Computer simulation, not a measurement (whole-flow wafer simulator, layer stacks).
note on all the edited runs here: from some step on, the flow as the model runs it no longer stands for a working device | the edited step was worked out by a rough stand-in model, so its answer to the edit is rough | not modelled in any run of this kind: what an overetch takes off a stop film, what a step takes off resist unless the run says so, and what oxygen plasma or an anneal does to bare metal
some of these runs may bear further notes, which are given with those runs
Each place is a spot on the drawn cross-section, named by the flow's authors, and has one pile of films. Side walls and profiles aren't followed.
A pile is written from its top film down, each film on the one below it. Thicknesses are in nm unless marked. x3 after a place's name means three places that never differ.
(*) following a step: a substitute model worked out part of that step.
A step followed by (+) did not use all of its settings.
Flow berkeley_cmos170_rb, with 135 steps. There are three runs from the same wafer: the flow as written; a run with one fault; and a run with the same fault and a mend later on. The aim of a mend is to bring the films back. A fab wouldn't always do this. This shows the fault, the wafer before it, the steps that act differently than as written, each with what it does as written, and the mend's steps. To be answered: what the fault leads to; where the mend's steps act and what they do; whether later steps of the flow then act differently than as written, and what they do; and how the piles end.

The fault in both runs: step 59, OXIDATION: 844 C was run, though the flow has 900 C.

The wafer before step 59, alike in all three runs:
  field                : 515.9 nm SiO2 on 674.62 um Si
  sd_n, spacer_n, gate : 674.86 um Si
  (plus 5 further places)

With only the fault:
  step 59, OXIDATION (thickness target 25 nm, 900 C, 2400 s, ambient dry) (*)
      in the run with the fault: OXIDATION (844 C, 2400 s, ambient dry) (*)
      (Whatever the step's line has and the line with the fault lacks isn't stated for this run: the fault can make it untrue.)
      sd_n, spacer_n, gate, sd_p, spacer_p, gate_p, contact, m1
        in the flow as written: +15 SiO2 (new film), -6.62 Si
        in the run with the fault: +8.41 SiO2 (new film), -3.7 Si
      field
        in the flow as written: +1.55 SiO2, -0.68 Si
        in the run with the fault: +0.54 SiO2, -0.24 Si
  Steps later in the flow that act otherwise than as written (31 other steps are not shown; they differ only slightly, by no more than 2% or 0.5 nm, whichever is larger):
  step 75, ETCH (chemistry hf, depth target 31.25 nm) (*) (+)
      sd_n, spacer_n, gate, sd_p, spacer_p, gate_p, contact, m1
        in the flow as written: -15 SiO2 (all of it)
        in the run with the fault: -8.41 SiO2 (all of it)
  At the end the piles are close to the flow's at the places that both follow, differing by at most 2% or 0.5 nm, whichever is larger.

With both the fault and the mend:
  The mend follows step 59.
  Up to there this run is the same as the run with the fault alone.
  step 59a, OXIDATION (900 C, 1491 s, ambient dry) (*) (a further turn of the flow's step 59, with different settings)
      sd_n, spacer_n, gate, sd_p, spacer_p, gate_p, contact, m1
        +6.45 SiO2, -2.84 Si
      field
        +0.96 SiO2, -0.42 Si
  None of the later steps of the flow differs from how it acts as written, at any place that is followed, by more than 2% or 0.5 nm, whichever is larger.
  At the end the piles are close to the flow's at the places that both follow, differing by at most 2% or 0.5 nm, whichever is larger.
